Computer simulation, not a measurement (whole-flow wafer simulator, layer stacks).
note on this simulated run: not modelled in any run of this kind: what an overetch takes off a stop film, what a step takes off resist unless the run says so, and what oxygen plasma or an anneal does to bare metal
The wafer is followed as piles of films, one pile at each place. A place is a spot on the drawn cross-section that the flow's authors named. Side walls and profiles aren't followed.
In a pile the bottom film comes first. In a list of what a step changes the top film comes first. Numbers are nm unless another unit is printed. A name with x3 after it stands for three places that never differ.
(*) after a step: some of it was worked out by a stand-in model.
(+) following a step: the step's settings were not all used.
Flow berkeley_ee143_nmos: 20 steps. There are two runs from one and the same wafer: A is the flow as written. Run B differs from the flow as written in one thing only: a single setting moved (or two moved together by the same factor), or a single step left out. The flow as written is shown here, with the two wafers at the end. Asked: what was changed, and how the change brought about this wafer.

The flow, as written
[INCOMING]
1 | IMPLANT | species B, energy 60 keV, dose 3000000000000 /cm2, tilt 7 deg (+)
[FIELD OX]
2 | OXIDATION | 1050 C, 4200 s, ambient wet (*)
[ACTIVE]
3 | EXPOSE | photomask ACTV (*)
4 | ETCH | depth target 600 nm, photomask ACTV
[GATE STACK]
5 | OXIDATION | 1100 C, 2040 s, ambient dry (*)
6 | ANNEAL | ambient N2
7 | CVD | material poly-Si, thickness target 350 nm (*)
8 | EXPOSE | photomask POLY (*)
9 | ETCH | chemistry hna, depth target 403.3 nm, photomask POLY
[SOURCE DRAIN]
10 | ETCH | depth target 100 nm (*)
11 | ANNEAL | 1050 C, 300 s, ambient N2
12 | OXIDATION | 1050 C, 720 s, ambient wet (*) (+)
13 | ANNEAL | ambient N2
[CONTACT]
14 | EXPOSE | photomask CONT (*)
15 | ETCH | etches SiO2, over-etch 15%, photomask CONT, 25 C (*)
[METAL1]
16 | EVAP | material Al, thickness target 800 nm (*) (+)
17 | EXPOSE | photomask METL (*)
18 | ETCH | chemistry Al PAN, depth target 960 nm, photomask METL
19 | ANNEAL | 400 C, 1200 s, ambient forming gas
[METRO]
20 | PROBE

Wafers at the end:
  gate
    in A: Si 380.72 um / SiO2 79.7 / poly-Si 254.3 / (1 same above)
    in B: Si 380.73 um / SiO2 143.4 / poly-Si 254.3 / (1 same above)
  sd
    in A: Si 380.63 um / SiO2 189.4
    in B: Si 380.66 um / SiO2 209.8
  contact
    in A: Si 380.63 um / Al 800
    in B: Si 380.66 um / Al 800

What caused this: step 4, ETCH: depth target 460 nm was run, whereas the flow has depth target 600 nm.

How this came from the change, step by step:
  4 | ETCH | depth target 600 nm, photomask ACTV
      gate, sd, contact: A SiO2 loses 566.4 (all of it) | B SiO2 loses 460
  5 | OXIDATION | 1100 C, 2040 s, ambient dry (*)
      gate, sd, contact: A SiO2 gains 79.7 (new film), Si loses 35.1 | B SiO2 gains 37, Si loses 16.3
  10 | ETCH | depth target 100 nm (*)
      sd, contact: A SiO2 loses 79.7 (all of it) | B SiO2 loses 100
  12 | OXIDATION | 1050 C, 720 s, ambient wet (*) (+)
      sd, contact: A SiO2 gains 189.4 (new film), Si loses 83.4 | B SiO2 gains 166.4, Si loses 73.2
  15 | ETCH | etches SiO2, over-etch 15%, photomask CONT, 25 C (*)
      contact: A SiO2 loses 189.4 (all of it) | B SiO2 loses 209.8 (all of it)
